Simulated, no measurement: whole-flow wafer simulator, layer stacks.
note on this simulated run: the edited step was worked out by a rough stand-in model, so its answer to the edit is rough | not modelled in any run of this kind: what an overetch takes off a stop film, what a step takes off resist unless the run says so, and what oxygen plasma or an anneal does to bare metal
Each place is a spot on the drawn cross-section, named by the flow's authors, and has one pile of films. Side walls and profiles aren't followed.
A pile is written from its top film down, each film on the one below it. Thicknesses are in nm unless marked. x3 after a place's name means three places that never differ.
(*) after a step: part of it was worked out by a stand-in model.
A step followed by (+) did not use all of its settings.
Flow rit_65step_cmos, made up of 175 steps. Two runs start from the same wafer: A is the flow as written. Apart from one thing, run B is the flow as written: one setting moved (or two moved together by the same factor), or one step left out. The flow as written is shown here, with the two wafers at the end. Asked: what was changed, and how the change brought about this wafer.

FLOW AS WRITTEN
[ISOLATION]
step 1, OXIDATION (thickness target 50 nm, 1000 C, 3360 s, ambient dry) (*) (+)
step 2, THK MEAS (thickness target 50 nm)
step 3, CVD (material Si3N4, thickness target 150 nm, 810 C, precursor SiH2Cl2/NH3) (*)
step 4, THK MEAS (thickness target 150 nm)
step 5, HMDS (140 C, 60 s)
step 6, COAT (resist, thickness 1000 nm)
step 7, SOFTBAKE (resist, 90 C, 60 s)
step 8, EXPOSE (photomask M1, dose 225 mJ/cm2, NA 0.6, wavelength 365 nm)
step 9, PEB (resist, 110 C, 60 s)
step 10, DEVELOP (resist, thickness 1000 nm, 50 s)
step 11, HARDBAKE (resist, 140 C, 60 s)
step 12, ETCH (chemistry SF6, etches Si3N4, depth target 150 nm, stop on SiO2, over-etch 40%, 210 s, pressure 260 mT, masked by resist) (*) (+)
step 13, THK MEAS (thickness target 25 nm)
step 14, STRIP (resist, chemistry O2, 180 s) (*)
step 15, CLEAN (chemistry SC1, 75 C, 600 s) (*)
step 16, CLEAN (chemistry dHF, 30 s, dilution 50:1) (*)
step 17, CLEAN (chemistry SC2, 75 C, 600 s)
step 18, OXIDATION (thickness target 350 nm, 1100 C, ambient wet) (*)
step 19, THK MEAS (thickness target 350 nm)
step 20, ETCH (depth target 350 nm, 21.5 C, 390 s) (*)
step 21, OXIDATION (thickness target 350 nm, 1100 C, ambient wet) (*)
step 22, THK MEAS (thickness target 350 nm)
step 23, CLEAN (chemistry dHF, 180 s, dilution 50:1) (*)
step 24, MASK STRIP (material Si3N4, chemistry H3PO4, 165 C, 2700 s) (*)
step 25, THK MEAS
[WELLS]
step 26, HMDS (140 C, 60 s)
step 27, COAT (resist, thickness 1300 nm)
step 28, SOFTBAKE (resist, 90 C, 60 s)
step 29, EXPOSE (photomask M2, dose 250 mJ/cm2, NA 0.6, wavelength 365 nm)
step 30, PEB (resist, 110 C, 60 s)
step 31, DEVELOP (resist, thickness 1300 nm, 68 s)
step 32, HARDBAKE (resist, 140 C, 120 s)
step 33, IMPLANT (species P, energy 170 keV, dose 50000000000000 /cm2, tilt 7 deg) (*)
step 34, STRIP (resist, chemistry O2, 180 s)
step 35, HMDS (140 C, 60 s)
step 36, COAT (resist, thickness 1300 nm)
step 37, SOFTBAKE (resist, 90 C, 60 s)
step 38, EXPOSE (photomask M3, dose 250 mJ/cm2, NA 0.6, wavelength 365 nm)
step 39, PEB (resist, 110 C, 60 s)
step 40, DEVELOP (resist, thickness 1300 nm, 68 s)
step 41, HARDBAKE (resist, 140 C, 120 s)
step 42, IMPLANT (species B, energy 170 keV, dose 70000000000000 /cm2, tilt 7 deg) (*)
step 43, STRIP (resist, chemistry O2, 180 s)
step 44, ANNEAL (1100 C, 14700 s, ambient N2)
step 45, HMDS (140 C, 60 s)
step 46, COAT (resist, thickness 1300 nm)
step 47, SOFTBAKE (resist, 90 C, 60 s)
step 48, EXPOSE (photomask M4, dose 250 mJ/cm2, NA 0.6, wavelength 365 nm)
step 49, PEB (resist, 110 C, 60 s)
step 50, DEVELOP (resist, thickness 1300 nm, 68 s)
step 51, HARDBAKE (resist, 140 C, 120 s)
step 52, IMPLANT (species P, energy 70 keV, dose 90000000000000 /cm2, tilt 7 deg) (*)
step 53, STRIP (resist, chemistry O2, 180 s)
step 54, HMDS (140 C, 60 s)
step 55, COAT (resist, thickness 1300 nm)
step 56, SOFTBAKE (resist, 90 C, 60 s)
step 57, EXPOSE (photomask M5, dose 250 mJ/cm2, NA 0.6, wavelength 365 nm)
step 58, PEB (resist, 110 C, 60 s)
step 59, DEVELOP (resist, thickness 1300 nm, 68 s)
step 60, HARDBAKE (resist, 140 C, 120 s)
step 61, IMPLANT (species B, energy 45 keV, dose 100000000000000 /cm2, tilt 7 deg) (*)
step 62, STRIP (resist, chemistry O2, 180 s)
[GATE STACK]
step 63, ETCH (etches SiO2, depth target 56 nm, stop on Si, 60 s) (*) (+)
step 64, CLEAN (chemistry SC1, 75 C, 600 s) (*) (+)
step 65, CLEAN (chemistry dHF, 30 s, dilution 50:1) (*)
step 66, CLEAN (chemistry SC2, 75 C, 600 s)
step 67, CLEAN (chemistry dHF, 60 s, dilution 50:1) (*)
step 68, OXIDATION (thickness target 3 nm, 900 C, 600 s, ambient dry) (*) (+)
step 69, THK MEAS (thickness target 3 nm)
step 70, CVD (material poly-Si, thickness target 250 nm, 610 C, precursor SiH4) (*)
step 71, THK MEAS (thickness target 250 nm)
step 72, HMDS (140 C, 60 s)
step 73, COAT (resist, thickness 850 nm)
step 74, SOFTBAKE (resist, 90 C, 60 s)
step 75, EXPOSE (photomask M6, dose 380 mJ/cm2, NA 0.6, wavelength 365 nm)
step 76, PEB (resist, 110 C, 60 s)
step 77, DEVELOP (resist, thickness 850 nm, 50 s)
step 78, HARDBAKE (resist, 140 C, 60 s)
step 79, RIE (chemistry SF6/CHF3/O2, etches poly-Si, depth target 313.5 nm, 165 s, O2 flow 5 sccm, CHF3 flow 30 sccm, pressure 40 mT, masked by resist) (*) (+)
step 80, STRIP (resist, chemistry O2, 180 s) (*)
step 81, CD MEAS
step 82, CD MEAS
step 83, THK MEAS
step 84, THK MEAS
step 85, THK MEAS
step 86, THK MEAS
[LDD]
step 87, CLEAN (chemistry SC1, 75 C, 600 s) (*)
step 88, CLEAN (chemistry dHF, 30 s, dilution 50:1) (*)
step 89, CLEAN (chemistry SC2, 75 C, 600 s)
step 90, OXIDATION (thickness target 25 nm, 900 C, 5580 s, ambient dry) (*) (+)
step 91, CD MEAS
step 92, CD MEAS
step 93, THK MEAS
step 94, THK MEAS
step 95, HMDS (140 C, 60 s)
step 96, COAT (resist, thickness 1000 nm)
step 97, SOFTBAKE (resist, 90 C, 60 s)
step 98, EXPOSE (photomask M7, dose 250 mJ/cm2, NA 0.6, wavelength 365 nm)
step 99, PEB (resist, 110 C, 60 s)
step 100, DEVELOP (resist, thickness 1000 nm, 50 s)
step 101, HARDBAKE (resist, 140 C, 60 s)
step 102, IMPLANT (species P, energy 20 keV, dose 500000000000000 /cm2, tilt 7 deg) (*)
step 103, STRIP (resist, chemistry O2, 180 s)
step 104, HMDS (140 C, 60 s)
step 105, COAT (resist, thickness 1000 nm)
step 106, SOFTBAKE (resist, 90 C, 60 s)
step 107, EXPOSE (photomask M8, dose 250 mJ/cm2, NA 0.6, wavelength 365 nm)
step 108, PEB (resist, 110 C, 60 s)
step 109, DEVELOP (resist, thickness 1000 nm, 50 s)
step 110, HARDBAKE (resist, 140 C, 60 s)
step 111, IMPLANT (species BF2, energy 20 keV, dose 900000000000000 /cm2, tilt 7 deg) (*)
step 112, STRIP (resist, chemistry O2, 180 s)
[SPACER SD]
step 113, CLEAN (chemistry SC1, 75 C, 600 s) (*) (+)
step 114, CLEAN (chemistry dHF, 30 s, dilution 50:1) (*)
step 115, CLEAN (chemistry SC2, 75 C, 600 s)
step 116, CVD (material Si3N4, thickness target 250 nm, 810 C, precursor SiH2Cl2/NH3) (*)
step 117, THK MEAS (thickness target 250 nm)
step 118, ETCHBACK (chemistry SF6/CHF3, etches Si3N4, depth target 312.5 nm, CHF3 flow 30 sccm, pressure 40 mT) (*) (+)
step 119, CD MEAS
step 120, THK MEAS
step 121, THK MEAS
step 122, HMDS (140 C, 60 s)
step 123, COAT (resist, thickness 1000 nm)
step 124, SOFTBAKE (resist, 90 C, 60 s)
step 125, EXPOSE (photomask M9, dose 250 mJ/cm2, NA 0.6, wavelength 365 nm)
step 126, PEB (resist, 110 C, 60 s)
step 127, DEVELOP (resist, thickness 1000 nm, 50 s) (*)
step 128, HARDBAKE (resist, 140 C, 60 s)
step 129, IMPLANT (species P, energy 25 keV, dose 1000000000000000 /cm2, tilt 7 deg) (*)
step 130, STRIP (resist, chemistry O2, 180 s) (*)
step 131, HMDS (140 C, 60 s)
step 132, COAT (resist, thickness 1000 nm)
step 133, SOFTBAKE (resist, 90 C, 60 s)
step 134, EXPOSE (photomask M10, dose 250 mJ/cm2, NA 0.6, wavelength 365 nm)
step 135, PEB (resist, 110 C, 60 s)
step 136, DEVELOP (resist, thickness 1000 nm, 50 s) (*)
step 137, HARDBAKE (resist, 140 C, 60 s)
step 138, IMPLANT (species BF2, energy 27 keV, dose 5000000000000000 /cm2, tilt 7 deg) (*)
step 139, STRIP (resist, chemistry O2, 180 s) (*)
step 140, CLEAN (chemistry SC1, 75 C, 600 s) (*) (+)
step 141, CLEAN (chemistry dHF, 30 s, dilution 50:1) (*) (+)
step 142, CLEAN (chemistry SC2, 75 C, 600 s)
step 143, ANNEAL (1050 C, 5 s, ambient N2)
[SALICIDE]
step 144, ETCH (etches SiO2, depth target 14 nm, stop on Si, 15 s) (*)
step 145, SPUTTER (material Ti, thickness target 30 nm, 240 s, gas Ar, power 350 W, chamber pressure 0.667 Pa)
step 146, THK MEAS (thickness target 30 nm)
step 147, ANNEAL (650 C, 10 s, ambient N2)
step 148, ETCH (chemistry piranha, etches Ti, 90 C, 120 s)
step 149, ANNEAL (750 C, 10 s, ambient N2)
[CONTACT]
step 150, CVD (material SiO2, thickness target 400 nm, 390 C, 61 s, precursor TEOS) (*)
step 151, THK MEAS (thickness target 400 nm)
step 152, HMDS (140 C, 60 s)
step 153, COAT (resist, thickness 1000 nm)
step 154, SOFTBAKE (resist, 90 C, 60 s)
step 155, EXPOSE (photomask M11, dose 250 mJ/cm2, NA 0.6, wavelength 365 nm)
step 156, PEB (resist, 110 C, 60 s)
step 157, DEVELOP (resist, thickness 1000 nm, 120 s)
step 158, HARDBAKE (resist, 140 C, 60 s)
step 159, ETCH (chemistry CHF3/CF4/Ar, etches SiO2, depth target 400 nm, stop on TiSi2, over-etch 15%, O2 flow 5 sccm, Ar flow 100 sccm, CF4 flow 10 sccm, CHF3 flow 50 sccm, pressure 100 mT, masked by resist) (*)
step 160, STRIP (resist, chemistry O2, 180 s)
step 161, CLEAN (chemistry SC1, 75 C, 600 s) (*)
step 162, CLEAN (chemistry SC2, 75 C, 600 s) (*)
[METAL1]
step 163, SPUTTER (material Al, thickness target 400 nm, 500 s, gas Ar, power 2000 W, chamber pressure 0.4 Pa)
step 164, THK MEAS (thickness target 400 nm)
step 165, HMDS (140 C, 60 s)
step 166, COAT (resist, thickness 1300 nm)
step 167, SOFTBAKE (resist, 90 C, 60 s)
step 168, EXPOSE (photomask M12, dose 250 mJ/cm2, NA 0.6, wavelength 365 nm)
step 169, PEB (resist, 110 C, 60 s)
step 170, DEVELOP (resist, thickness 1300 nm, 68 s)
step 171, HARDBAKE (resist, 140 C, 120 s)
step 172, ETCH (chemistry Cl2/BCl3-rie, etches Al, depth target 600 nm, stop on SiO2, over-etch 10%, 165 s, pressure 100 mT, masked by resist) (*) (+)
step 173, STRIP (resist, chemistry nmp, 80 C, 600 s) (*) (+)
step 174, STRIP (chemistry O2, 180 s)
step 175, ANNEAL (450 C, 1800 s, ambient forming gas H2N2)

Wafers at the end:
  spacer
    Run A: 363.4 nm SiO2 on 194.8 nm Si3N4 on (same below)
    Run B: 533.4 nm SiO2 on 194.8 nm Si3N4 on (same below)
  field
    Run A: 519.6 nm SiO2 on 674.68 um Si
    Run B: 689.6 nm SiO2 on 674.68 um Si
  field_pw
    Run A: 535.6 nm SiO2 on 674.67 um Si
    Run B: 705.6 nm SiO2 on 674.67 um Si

Cause: step 150, CVD: thickness target 570 nm was run, though the flow has thickness target 400 nm; step 150, CVD: 87 s was run, where the flow has 61 s.

The path from the change to this, step by step:
  step 150, CVD (material SiO2, thickness target 400 nm, 390 C, 61 s, precursor TEOS) (*)
      field, field_pw, field_nw, field_p: A SiO2 gains 400 | B SiO2 gains 570
      spacer, spacer_p: A SiO2 gains 400 (new film) | B SiO2 gains 570 (new film)
      (as well as at 2 more places)
